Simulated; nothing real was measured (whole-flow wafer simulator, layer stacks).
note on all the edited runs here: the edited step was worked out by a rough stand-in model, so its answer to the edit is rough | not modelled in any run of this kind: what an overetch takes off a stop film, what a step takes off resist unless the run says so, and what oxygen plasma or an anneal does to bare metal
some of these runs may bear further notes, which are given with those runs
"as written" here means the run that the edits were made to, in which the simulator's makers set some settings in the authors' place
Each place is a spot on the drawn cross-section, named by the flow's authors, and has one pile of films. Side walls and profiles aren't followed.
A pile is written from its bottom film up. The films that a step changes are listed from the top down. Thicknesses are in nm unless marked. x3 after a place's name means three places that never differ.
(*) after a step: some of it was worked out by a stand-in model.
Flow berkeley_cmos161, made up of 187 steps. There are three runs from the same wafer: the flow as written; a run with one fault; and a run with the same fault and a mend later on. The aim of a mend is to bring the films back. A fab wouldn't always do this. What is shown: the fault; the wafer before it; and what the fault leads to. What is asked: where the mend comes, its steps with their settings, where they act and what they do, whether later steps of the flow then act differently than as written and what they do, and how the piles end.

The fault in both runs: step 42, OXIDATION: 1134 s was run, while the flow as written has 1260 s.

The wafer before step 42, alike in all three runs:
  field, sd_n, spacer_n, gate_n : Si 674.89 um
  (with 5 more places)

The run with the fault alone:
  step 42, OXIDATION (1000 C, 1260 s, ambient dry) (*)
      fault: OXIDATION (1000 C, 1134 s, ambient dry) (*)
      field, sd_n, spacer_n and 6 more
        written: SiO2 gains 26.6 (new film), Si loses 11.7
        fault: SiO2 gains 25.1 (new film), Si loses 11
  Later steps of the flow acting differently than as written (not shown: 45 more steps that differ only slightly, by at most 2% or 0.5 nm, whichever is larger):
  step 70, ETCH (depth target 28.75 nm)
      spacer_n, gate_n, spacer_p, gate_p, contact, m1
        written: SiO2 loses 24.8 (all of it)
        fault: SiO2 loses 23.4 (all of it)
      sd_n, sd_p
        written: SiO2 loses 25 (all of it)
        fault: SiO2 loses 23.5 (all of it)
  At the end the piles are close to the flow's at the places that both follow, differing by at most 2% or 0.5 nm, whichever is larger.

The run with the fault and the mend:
  The mend stands after step 42.
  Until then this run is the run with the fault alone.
  step 42a, OXIDATION (1000 C, 126 s, ambient dry) (*) (the flow's step 42 again, with other settings)
      field, sd_n, spacer_n and 6 more
        SiO2 gains 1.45, Si loses 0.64
  None of the later steps of the flow acts differently than as written at any place that is followed.
  By the end, the piles equal the flow's at every place that both follow.
